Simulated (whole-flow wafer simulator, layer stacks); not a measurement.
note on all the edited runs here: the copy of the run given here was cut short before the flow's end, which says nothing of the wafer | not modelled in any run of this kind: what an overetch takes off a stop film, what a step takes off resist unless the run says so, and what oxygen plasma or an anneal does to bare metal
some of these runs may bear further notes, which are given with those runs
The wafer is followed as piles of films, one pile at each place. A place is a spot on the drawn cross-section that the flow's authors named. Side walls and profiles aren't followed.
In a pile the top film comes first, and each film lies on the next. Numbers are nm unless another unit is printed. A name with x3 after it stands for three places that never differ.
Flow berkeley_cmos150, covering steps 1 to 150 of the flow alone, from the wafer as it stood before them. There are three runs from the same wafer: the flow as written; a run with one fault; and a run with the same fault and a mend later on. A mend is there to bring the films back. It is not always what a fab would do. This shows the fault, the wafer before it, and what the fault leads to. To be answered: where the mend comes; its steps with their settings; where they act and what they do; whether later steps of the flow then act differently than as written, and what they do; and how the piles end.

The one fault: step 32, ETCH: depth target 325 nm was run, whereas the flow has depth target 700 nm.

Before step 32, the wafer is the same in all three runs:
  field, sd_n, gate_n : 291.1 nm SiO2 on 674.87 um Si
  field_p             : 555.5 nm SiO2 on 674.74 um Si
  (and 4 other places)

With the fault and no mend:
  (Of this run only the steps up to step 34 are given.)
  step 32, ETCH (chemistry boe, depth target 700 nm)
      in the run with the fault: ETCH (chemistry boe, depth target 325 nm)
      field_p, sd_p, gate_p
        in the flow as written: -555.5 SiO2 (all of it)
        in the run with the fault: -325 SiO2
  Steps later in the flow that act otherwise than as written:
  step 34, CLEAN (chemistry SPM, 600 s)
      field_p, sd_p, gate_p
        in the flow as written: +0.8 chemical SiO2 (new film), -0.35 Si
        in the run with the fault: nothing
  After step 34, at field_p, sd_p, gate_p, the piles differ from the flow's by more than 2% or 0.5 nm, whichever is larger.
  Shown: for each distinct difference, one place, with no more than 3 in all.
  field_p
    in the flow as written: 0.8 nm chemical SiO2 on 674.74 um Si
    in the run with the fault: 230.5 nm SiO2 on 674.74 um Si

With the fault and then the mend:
  The mend follows step 33.
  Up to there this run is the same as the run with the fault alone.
  step 33a, ETCH (chemistry boe, depth target 375 nm) (a further turn of the flow's step 32, with different settings)
      field_p, sd_p, gate_p
        -230.5 SiO2 (all of it)
  Later steps of the flow that are run all act as written at every place that is followed.
  By the end, the piles equal the flow's at every place that both follow.
